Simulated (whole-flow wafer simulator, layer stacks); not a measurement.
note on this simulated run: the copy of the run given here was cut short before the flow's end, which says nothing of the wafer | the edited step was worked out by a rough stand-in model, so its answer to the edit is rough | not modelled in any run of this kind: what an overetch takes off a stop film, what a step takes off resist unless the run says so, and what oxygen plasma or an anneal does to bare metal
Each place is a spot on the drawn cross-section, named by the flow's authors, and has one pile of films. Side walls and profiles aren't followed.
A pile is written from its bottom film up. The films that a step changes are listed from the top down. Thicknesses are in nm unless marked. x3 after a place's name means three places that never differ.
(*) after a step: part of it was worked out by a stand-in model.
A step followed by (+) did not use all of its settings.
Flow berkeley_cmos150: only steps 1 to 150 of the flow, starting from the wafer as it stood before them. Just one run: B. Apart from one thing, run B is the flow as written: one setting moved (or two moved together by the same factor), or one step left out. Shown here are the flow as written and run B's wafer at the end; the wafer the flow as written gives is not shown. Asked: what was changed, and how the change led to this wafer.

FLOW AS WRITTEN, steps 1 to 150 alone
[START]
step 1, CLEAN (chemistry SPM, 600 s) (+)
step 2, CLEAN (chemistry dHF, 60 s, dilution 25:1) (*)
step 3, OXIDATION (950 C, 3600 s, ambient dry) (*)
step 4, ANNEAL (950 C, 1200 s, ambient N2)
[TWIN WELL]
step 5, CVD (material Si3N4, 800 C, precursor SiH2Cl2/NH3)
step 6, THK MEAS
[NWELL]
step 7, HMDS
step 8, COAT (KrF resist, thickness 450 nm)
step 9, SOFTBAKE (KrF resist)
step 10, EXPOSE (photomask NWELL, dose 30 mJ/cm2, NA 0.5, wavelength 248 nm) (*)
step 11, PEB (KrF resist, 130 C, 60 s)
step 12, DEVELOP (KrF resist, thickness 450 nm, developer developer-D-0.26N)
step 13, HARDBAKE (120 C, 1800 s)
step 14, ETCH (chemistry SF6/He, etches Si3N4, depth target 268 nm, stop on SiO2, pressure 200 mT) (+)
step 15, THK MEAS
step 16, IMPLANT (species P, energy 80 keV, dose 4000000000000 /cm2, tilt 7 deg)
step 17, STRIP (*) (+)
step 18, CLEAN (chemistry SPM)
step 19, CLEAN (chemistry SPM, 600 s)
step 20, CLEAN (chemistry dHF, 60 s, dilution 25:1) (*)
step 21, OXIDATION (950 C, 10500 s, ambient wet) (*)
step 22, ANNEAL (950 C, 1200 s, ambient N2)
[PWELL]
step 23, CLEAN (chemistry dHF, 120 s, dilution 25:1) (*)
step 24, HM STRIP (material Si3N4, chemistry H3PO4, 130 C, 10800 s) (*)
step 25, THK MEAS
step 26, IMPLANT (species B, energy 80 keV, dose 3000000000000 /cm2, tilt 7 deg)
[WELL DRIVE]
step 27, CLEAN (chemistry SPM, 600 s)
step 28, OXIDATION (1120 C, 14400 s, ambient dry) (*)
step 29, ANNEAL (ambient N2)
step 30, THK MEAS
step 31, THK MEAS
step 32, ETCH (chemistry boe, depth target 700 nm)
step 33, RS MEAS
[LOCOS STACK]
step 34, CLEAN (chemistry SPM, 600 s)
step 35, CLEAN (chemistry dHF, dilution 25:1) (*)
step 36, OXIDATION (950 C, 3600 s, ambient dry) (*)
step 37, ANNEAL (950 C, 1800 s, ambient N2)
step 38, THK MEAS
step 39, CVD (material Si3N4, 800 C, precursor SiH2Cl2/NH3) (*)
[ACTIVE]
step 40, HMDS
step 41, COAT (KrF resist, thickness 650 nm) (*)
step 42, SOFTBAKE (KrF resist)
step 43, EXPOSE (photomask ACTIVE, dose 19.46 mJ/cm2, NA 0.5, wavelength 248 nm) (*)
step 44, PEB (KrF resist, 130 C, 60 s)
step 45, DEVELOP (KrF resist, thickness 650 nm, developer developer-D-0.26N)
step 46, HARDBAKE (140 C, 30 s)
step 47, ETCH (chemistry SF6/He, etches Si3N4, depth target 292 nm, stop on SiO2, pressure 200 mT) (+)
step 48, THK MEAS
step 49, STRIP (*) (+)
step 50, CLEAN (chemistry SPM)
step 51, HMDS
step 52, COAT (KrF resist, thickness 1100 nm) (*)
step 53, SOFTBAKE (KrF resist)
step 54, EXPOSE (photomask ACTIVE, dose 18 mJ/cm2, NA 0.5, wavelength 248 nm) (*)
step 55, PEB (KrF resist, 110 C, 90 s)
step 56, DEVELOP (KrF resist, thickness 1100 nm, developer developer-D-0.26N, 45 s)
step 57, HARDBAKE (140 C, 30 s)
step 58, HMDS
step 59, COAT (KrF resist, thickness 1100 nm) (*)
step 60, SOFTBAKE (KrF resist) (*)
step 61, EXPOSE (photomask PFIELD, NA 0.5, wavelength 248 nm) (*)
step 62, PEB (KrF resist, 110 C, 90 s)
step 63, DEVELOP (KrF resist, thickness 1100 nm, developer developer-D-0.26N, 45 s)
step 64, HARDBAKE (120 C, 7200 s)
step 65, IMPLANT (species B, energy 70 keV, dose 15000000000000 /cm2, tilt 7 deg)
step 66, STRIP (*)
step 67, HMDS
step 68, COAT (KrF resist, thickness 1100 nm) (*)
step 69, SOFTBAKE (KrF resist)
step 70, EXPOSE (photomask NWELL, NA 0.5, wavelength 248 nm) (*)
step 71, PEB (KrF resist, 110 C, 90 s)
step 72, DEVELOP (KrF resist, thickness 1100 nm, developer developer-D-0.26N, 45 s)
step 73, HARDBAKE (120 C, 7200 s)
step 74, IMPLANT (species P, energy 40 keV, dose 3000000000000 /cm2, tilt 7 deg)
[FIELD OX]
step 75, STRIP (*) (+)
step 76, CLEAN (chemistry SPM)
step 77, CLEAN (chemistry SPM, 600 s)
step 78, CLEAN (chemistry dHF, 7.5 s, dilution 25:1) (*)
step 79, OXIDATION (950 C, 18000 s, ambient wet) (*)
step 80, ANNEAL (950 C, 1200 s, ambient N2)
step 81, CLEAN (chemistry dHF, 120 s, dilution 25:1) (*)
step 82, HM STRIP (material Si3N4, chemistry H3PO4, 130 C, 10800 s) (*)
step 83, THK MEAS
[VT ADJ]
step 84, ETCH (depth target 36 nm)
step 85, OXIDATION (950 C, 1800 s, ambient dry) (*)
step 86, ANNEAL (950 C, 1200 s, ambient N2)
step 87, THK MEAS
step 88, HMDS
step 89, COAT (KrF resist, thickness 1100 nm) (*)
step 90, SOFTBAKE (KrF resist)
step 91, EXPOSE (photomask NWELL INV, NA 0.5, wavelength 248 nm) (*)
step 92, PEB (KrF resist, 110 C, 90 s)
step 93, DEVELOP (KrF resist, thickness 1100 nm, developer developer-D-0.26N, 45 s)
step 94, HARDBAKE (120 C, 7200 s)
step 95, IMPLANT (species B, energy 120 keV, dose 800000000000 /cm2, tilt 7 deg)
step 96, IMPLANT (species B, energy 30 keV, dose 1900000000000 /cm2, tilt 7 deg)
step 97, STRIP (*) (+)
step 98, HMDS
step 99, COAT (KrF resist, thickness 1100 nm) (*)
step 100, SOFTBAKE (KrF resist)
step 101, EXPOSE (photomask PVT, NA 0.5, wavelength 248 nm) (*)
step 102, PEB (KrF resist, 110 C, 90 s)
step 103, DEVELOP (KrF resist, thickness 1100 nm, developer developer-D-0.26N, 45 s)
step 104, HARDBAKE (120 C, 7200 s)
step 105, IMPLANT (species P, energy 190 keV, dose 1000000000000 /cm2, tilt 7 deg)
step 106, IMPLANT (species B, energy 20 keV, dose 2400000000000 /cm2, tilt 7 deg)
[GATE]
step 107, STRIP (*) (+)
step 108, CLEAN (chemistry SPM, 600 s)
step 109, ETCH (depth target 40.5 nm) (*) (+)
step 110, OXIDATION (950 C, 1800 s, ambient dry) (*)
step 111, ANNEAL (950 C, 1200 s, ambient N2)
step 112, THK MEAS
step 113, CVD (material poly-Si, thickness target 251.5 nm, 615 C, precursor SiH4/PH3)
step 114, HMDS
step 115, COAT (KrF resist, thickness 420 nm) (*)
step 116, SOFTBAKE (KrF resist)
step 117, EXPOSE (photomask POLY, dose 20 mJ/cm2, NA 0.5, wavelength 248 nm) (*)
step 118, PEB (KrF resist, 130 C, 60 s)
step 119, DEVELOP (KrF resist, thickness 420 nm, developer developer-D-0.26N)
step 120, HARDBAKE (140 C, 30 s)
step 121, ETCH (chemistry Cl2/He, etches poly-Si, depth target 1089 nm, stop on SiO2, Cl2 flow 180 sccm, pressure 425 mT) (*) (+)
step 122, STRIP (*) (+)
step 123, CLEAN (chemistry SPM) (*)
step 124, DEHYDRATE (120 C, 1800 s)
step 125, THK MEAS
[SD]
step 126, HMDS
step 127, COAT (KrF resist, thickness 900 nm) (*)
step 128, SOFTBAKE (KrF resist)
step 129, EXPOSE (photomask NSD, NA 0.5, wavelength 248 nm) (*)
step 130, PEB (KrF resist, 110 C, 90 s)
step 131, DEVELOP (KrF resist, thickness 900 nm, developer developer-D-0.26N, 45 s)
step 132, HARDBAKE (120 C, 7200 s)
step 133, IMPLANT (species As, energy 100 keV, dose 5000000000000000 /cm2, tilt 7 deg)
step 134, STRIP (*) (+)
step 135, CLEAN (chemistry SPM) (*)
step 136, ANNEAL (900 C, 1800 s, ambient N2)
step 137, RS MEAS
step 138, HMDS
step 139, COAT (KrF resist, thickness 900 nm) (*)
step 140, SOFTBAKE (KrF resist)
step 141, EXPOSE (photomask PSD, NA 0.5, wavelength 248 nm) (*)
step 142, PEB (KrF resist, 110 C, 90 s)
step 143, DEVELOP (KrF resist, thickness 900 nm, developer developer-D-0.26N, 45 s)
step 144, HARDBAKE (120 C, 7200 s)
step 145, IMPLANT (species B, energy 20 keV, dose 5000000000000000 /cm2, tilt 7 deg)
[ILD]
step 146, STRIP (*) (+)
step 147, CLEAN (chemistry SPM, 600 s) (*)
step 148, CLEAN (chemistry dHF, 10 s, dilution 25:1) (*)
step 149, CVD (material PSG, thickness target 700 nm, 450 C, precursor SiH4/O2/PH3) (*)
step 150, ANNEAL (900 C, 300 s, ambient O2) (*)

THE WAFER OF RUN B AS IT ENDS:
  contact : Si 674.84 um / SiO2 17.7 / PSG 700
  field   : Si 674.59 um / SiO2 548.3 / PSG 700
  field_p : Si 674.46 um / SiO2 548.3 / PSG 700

Cause: step 109, ETCH: depth target 14.66 nm was run, whereas the flow has depth target 40.5 nm.

The path from the change to this, step by step:
  step 109, ETCH (depth target 40.5 nm) (*) (+)
      gate_n, sd_p, gate_p, contact, m1: -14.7 SiO2 (it would be, as written: -20.4 SiO2 (all of it))
      sd_n: -14.7 SiO2 (it would be, as written: -40.4 SiO2 (all of it))
      (as well as at 2 more places)
  step 110, OXIDATION (950 C, 1800 s, ambient dry) (*)
      gate_n, sd_p, gate_p, contact, m1: +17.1 SiO2, -7.5 Si (it would be, as written: +20.4 SiO2 (new film), -8.98 Si)
      sd_n: +11.7 SiO2, -5.17 Si (it would be, as written: +20.4 SiO2 (new film), -8.98 Si)
  step 115, COAT (KrF resist, thickness 420 nm) (*)
      gate_n: +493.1 KrF resist (new film) (it would be, as written: +482.5 KrF resist (new film))
  step 120, HARDBAKE (140 C, 30 s)
      gate_n: -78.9 KrF resist (it would be, as written: -77.1 KrF resist)
  step 122, STRIP (*) (+)
      gate_n: +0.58 chemical SiO2 (new film), -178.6 KrF resist (all of it), -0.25 poly-Si (it would be, as written: +0.57 chemical SiO2 (new film), -169.8 KrF resist (all of it), -0.25 poly-Si)
      gate_p: +0.58 chemical SiO2 (new film), -211 KrF resist (all of it), -0.25 poly-Si (it would be, as written: +0.57 chemical SiO2 (new film), -206.4 KrF resist (all of it), -0.25 poly-Si)
